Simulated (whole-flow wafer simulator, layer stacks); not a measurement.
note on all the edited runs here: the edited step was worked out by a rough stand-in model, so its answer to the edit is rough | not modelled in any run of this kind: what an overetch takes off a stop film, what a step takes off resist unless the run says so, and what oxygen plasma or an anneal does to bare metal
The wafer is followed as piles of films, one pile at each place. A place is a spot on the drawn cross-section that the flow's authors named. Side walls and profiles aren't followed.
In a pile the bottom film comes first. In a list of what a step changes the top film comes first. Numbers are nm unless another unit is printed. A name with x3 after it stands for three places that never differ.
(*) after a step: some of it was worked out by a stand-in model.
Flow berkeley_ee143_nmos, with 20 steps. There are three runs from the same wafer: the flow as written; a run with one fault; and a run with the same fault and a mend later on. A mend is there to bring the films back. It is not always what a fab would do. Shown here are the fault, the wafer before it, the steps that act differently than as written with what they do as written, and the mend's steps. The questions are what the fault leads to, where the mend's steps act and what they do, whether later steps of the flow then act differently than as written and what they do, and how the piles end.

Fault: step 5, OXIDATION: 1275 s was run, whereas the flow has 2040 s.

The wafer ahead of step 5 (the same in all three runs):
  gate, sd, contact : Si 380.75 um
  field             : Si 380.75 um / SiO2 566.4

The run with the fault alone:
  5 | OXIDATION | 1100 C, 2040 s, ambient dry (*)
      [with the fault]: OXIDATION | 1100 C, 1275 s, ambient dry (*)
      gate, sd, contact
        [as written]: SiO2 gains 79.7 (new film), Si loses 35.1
        [with the fault]: SiO2 gains 60.3 (new film), Si loses 26.5
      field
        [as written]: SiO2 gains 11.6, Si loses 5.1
        [with the fault]: SiO2 gains 7.28, Si loses 3.2
  Later steps of the flow acting differently than as written (1 more step, not shown, differs only slightly: by at most 2% or 0.5 nm, whichever is larger):
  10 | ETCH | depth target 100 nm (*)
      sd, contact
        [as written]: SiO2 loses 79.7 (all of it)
        [with the fault]: SiO2 loses 60.3 (all of it)
  At gate, the piles at the end differ from the flow's by more than 2% or 0.5 nm, whichever is larger.
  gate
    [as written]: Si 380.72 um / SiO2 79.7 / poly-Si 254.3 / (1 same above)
    [with the fault]: Si 380.72 um / SiO2 60.3 / poly-Si 254.3 / (1 same above)

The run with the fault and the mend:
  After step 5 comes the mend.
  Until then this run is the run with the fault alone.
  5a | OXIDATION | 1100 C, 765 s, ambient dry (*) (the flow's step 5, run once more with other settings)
      gate, sd, contact
        SiO2 gains 19.5, Si loses 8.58
      field
        SiO2 gains 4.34, Si loses 1.91
  None of the later steps of the flow differs from how it acts as written, at any place that is followed, by more than 2% or 0.5 nm, whichever is larger.
  The piles end only slightly different from the flow's at the places that both follow, by no more than 2% or 0.5 nm, whichever is larger.
